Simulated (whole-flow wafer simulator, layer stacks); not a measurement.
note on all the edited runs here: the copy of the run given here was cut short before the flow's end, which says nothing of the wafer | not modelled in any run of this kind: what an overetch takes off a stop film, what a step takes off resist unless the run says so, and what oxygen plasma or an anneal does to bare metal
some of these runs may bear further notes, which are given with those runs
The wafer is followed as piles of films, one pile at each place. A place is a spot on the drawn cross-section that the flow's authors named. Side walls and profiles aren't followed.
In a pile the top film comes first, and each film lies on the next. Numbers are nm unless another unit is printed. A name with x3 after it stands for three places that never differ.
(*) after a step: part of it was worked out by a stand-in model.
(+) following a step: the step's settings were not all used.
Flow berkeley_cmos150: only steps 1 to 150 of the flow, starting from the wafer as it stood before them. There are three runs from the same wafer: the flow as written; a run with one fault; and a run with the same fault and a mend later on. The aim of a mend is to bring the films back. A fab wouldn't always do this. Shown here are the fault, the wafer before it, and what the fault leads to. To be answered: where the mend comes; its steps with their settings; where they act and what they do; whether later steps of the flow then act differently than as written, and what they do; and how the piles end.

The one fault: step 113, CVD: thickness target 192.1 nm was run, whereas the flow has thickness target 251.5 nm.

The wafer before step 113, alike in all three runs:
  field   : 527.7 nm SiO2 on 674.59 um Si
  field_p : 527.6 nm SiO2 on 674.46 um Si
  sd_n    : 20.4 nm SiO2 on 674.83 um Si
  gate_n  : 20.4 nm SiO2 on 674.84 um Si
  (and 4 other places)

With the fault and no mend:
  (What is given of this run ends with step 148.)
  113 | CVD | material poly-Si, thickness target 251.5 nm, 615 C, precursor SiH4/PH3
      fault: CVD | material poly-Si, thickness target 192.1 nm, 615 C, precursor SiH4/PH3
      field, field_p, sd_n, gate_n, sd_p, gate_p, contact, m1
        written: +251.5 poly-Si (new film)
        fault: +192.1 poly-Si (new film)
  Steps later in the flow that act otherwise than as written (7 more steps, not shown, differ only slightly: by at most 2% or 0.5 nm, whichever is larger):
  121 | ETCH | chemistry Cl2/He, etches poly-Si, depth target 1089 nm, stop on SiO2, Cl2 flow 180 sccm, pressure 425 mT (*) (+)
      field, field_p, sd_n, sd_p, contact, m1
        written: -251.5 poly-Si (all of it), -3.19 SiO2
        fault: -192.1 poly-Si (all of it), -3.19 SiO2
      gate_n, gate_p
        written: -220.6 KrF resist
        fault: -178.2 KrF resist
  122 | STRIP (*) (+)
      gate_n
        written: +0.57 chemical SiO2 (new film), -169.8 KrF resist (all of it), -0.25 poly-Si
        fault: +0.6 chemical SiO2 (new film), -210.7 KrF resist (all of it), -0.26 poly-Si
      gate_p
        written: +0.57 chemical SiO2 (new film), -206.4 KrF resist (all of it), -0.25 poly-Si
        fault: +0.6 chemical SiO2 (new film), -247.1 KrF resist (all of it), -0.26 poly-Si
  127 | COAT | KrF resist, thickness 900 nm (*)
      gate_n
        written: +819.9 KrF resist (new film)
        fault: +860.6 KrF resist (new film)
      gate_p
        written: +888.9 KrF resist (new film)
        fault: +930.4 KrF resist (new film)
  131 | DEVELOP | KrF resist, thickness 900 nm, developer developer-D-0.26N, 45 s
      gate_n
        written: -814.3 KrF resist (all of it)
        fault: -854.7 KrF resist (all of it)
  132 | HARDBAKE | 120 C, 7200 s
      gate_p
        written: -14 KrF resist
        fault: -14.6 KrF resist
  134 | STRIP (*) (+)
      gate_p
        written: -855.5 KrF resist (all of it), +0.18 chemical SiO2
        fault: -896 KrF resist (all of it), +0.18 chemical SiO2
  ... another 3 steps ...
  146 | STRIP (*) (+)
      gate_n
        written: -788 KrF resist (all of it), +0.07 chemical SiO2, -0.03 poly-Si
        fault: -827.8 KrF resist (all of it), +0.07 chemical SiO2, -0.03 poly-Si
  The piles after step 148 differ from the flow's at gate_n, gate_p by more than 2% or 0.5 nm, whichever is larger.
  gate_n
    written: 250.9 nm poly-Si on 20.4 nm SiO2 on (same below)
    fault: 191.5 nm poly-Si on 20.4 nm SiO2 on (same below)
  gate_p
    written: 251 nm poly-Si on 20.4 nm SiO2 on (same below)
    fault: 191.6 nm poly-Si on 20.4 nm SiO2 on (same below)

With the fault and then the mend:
  The mend follows step 113.
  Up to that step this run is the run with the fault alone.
  113a | ETCH | chemistry tmah, depth target 220.9 nm
      field, field_p, sd_n, gate_n, sd_p, gate_p, contact, m1
        -192.1 poly-Si (all of it)
  113b | CLEAN | chemistry SPM, 600 s (*) (the flow's step 108 again)
      leaves every film unchanged at each place that is followed
  113c | CVD | material poly-Si, thickness target 251.5 nm, 615 C, precursor SiH4/PH3 (the flow's step 113 again)
      field, field_p, sd_n, gate_n, sd_p, gate_p, contact, m1
        +251.5 poly-Si (new film)
  Later steps of the flow that are run all act as written at every place that is followed.
  At every place that both follow, the piles at the end match the flow's.
